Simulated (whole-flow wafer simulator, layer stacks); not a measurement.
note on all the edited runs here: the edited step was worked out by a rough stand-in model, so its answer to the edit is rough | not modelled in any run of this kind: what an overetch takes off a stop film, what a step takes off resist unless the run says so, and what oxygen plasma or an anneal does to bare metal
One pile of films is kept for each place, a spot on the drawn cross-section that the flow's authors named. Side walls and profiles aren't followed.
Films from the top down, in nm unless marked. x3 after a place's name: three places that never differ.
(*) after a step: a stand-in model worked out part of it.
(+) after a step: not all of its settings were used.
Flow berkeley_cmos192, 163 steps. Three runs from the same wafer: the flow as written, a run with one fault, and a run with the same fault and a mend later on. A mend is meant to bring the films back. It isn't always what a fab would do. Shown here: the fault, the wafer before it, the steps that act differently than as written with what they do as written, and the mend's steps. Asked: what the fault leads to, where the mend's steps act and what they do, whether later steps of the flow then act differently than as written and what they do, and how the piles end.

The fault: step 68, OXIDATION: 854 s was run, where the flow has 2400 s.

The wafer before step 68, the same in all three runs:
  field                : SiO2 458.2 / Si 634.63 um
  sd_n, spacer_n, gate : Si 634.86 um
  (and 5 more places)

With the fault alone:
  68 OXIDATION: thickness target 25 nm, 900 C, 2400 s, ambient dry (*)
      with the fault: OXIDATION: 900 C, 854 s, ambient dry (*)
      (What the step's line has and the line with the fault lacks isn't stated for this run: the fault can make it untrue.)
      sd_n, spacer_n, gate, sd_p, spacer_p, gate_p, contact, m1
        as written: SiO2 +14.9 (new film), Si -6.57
        with the fault: SiO2 +7.87 (new film), Si -3.46
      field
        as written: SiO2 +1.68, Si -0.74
        with the fault: SiO2 +0.6, Si -0.26
  Later steps of the flow that act differently than as written (37 more steps differ only slightly, by at most 2% or 0.5 nm, whichever is larger, and aren't shown):
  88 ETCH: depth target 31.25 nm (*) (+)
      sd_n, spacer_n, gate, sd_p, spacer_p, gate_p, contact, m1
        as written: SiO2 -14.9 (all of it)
        with the fault: SiO2 -7.87 (all of it)
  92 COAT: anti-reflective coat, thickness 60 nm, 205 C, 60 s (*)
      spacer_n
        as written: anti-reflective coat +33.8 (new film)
        with the fault: anti-reflective coat +34.9 (new film)
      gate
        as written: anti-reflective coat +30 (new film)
        with the fault: anti-reflective coat +31.1 (new film)
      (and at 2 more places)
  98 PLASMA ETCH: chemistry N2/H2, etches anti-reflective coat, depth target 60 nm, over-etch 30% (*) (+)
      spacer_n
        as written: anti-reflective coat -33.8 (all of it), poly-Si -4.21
        with the fault: anti-reflective coat -34.9 (all of it), poly-Si -4.12
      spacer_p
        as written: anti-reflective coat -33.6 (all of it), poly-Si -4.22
        with the fault: anti-reflective coat -34.4 (all of it), poly-Si -4.13
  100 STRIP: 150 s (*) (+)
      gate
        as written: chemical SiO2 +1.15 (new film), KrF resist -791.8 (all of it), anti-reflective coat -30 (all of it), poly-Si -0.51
        with the fault: chemical SiO2 +1.15 (new film), KrF resist -789 (all of it), anti-reflective coat -31.1 (all of it), poly-Si -0.51
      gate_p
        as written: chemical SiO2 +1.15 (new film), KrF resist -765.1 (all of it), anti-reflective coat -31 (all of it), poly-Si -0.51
        with the fault: chemical SiO2 +1.15 (new film), KrF resist -763.1 (all of it), anti-reflective coat -31.8 (all of it), poly-Si -0.51
  At the end the piles differ from the flow's only slightly at the places that both follow, by at most 2% or 0.5 nm, whichever is larger.

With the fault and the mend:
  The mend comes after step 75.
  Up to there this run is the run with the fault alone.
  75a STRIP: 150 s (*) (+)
      sd_p
        KrF resist -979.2 (all of it)
      spacer_p
        KrF resist -960.4 (all of it)
      gate_p
        KrF resist -959.5 (all of it)
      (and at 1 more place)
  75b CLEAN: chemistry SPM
      changes no film at any place that is followed
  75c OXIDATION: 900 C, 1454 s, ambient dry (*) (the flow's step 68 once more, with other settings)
      sd_n, spacer_n, gate, sd_p, spacer_p, gate_p, contact, m1
        SiO2 +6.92, Si -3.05
      field
        SiO2 +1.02, Si -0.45
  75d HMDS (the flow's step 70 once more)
      changes no film at any place that is followed
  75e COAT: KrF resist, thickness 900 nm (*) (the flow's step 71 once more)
      spacer_n, gate
        KrF resist +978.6 (new film)
      field
        KrF resist +842.4 (new film)
      sd_n
        KrF resist +1013.2 (new film)
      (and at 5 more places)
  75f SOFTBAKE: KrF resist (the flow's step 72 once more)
      changes no film at any place that is followed
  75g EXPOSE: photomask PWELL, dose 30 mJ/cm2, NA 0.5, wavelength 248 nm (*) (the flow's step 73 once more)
      changes no film at any place that is followed
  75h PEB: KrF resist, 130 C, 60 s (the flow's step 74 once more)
      sd_n, m1
        KrF resist -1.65
      spacer_n, gate
        KrF resist -1.58
      spacer_p, gate_p
        KrF resist -1.57
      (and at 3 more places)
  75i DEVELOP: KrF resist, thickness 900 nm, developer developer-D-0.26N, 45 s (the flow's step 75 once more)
      sd_p, spacer_p, gate_p, m1
        KrF resist -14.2
      field
        KrF resist -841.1 (all of it)
      sd_n
        KrF resist -1011.6 (all of it)
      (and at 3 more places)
  No later step of the flow acts differently than as written, at any place that is followed, by more than 2% or 0.5 nm, whichever is larger.
  At the end the piles differ from the flow's only slightly at the places that both follow, by at most 2% or 0.5 nm, whichever is larger.
